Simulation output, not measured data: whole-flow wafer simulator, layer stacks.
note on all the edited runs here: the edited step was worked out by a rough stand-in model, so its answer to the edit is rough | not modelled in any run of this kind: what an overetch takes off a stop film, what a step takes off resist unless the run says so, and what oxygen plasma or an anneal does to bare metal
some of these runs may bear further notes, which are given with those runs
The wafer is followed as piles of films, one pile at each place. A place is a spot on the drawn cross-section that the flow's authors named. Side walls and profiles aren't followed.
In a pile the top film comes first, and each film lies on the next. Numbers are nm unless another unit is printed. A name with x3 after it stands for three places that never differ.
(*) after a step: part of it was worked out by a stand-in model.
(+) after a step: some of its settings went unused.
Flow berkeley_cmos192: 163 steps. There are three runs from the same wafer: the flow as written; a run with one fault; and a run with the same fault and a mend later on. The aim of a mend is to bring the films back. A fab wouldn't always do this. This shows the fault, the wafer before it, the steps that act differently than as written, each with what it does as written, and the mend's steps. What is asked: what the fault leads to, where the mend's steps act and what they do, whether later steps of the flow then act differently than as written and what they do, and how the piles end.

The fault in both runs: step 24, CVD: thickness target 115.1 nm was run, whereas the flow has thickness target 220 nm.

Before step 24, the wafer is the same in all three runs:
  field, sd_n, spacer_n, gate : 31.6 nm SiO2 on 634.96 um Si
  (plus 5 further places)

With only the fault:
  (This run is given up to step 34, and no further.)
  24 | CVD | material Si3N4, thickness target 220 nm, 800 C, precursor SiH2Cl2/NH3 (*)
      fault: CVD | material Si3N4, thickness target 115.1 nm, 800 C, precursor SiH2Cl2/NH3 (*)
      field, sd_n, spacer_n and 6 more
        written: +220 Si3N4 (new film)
        fault: +115.1 Si3N4 (new film)
  Later steps of the flow acting differently than as written:
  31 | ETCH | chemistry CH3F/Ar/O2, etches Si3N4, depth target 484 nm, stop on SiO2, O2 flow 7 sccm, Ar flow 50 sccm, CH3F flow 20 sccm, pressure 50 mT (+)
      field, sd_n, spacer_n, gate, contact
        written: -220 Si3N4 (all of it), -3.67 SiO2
        fault: -115.1 Si3N4 (all of it), -3.67 SiO2
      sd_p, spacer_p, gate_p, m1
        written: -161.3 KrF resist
        fault: -91.4 KrF resist
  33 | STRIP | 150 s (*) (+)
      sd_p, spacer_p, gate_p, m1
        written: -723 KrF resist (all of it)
        fault: -793 KrF resist (all of it)
  After step 34, at sd_p, spacer_p, gate_p, m1, the piles differ from the flow's by more than 2% or 0.5 nm, whichever is larger.
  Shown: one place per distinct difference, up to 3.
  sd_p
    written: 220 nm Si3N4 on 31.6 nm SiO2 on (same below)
    fault: 115.1 nm Si3N4 on 31.6 nm SiO2 on (same below)

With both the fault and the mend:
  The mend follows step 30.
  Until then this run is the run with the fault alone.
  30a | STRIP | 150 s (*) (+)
      sd_p, spacer_p, gate_p, m1
        -884.4 KrF resist (all of it)
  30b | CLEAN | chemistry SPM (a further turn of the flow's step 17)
      alters no film at any place that is followed
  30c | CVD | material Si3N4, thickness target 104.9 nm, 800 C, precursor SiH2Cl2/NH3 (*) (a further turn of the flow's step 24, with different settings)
      field, sd_n, spacer_n and 6 more
        +104.9 Si3N4
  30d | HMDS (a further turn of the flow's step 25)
      alters no film at any place that is followed
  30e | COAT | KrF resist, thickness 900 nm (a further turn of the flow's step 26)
      field, sd_n, spacer_n and 6 more
        +900 KrF resist (new film)
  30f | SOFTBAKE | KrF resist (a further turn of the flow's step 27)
      alters no film at any place that is followed
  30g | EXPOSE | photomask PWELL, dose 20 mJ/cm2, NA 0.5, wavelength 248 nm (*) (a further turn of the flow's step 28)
      alters no film at any place that is followed
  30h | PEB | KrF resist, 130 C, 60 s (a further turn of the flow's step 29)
      field, sd_n, spacer_n and 6 more
        -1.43 KrF resist
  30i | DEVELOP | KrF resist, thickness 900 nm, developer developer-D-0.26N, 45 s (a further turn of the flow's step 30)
      field, sd_n, spacer_n, gate, contact
        -898.6 KrF resist (all of it)
      sd_p, spacer_p, gate_p, m1
        -14.2 KrF resist
  Later steps of the flow that are run all act as written at every place that is followed.
  By the end, the piles equal the flow's at every place that both follow.
